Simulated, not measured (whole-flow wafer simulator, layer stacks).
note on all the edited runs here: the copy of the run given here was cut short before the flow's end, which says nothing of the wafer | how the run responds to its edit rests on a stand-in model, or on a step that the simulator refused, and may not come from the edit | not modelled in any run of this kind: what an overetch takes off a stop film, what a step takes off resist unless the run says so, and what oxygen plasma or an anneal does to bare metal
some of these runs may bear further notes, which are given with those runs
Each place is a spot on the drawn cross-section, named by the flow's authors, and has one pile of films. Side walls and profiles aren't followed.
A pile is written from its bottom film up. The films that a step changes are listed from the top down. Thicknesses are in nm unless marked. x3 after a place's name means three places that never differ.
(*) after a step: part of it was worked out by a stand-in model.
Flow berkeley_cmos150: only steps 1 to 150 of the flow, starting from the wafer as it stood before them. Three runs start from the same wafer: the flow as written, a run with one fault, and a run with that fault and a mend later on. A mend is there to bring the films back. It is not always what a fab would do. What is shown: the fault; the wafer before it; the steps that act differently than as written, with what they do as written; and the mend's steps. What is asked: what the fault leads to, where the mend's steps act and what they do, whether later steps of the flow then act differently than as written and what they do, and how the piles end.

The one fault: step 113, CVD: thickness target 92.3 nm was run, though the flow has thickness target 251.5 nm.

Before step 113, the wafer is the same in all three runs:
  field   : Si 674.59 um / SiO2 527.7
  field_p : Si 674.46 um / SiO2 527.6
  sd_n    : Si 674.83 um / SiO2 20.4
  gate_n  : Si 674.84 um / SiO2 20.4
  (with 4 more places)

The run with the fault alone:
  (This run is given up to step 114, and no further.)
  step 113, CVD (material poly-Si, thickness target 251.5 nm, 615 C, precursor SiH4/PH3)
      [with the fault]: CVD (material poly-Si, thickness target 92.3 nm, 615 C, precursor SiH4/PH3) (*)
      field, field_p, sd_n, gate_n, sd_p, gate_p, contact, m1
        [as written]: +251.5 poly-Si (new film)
        [with the fault]: +92.3 poly-Si (new film)
  Every later step of the flow up to step 114 that is run acts as written at every place that is followed.
  The piles after step 114 differ from the flow's at field, field_p, sd_n, gate_n, sd_p, gate_p, contact, m1 by more than 2% or 0.5 nm, whichever is larger.
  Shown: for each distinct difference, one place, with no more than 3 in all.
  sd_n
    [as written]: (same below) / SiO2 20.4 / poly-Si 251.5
    [with the fault]: (same below) / SiO2 20.4 / poly-Si 92.3
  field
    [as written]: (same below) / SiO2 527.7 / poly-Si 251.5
    [with the fault]: (same below) / SiO2 527.7 / poly-Si 92.3
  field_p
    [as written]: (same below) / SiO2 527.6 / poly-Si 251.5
    [with the fault]: (same below) / SiO2 527.6 / poly-Si 92.3

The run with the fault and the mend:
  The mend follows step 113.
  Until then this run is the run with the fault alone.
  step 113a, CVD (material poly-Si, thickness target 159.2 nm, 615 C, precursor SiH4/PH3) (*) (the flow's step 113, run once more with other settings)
      field, field_p, sd_n, gate_n, sd_p, gate_p, contact, m1
        +159.2 poly-Si
  Every later step of the flow that is run acts as written, at every place that is followed, to within 2% or 0.5 nm, whichever is larger.
  At the end the piles are close to the flow's at the places that both follow, differing by at most 2% or 0.5 nm, whichever is larger.
